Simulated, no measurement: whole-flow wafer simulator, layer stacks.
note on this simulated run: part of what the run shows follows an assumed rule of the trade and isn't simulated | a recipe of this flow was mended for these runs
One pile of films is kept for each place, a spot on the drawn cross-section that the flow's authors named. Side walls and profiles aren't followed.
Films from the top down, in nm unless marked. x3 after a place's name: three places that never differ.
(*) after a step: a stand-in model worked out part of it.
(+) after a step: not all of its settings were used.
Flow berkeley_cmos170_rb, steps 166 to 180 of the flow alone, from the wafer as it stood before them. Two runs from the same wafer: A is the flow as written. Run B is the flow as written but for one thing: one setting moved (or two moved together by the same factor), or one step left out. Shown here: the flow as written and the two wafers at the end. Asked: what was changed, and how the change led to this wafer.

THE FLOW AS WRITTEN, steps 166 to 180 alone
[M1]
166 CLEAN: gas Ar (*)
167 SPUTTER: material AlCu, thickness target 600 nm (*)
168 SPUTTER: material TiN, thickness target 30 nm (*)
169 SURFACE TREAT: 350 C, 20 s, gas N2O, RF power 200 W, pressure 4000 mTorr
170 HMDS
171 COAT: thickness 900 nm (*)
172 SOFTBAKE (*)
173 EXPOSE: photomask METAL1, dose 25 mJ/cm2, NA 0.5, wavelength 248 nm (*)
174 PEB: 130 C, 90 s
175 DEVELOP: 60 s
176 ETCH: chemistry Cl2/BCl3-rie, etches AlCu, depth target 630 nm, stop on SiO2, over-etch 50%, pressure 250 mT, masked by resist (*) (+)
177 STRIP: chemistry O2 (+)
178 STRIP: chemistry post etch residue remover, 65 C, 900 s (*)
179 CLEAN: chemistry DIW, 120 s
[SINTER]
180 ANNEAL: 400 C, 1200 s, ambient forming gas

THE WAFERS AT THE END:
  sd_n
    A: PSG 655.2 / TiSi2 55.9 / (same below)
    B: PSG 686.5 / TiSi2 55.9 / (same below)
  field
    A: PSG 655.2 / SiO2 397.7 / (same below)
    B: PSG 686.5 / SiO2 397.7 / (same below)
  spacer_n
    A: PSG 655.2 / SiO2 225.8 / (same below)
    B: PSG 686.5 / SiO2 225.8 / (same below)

The cause: step 167, SPUTTER: thickness target 915 nm was run, where the flow has thickness target 600 nm.

How the change led to this, step by step:
  167 SPUTTER: material AlCu, thickness target 600 nm (*)
      field, sd_n, spacer_n, gate, spacer_p, gate_p, m1: A AlCu +600 (new film) | B AlCu +915 (new film)
      sd_p: A AlCu +549.6 (new film) | B AlCu +855.2 (new film)
      (and at 1 more place)
  168 SPUTTER: material TiN, thickness target 30 nm (*)
      contact: A TiN +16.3 (new film) | B TiN +13.1 (new film)
  171 COAT: thickness 900 nm (*)
      contact: A KrF-resist +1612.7 (new film) | B KrF-resist +1742.3 (new film)
  176 ETCH: chemistry Cl2/BCl3-rie, etches AlCu, depth target 630 nm, stop on SiO2, over-etch 50%, pressure 250 mT, masked by resist (*) (+)
      field, sd_n, spacer_n, gate, spacer_p, gate_p: A TiN -30 (all of it), AlCu -600 (all of it), PSG -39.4 | B TiN -30 (all of it), AlCu -915 (all of it), PSG -8.01
      sd_p: A TiN -25.8 (all of it), AlCu -549.6 (all of it), PSG -46.2 | B TiN -25.7 (all of it), AlCu -855.2 (all of it), PSG -8.01
  177 STRIP: chemistry O2 (+)
      contact: A KrF-resist -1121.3 (all of it) | B KrF-resist -1250.4 (all of it)
